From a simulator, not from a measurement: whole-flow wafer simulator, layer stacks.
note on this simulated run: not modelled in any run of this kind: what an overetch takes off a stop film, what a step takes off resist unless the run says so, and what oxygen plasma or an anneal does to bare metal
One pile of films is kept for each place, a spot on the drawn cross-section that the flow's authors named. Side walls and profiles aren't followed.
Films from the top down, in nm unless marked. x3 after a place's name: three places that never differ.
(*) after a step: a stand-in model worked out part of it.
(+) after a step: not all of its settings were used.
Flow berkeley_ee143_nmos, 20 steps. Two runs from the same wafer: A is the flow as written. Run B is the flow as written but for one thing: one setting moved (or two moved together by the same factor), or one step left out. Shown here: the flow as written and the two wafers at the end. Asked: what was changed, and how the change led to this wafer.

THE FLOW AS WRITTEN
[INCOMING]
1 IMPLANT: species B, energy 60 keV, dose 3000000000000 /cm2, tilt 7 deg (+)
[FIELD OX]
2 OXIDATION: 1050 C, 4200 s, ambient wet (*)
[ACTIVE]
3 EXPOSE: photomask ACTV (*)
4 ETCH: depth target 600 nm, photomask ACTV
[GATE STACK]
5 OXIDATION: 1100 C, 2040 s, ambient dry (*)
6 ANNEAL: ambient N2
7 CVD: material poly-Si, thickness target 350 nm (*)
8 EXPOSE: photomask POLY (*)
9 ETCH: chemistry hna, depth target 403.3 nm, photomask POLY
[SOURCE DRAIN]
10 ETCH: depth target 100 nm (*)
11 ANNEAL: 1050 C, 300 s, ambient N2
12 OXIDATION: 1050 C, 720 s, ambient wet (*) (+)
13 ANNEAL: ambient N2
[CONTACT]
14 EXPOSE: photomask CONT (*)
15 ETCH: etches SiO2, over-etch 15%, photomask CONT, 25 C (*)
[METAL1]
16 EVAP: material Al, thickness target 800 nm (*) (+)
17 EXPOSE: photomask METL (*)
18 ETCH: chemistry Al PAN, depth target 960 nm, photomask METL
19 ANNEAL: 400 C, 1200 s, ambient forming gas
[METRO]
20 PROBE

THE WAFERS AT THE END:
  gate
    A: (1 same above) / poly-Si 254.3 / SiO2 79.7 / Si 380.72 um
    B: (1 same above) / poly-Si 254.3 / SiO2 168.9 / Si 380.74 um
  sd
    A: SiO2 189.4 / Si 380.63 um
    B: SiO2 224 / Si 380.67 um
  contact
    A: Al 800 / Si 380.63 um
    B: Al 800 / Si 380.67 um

The cause: step 4, ETCH: depth target 430 nm was run, where the flow has depth target 600 nm.

How the change led to this, step by step:
  4 ETCH: depth target 600 nm, photomask ACTV
      gate, sd, contact: A SiO2 -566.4 (all of it) | B SiO2 -430
  5 OXIDATION: 1100 C, 2040 s, ambient dry (*)
      gate, sd, contact: A SiO2 +79.7 (new film), Si -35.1 | B SiO2 +32.6, Si -14.3
  10 ETCH: depth target 100 nm (*)
      sd, contact: A SiO2 -79.7 (all of it) | B SiO2 -100
  12 OXIDATION: 1050 C, 720 s, ambient wet (*) (+)
      sd, contact: A SiO2 +189.4 (new film), Si -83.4 | B SiO2 +155.1, Si -68.2
  15 ETCH: etches SiO2, over-etch 15%, photomask CONT, 25 C (*)
      contact: A SiO2 -189.4 (all of it) | B SiO2 -224 (all of it)
